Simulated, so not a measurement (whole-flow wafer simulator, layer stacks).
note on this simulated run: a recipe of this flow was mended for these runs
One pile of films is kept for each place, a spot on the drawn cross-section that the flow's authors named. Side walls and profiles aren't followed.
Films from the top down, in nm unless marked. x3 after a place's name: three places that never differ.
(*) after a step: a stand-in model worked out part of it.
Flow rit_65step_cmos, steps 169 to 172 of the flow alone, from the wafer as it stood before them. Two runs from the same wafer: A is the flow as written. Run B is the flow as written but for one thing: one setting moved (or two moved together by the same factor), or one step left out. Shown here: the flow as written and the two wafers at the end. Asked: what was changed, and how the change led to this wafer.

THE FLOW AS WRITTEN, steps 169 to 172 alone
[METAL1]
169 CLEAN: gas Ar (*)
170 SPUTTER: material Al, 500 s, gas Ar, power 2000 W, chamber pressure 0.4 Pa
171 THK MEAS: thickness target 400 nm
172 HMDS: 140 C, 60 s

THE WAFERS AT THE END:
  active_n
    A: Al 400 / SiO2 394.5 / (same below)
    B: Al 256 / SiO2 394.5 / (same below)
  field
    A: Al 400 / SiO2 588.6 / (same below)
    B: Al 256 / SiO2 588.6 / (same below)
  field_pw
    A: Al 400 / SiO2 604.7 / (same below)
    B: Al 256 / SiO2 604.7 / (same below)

The cause: step 170, SPUTTER: power 1280 W was run, where the flow has power 2000 W.

How the change led to this, step by step:
  170 SPUTTER: material Al, 500 s, gas Ar, power 2000 W, chamber pressure 0.4 Pa
      field, field_pw, field_nw and 10 more: A Al +400 (new film) | B Al +256 (new film)
      contact: A Al +255.4 (new film) | B Al +168.3 (new film)
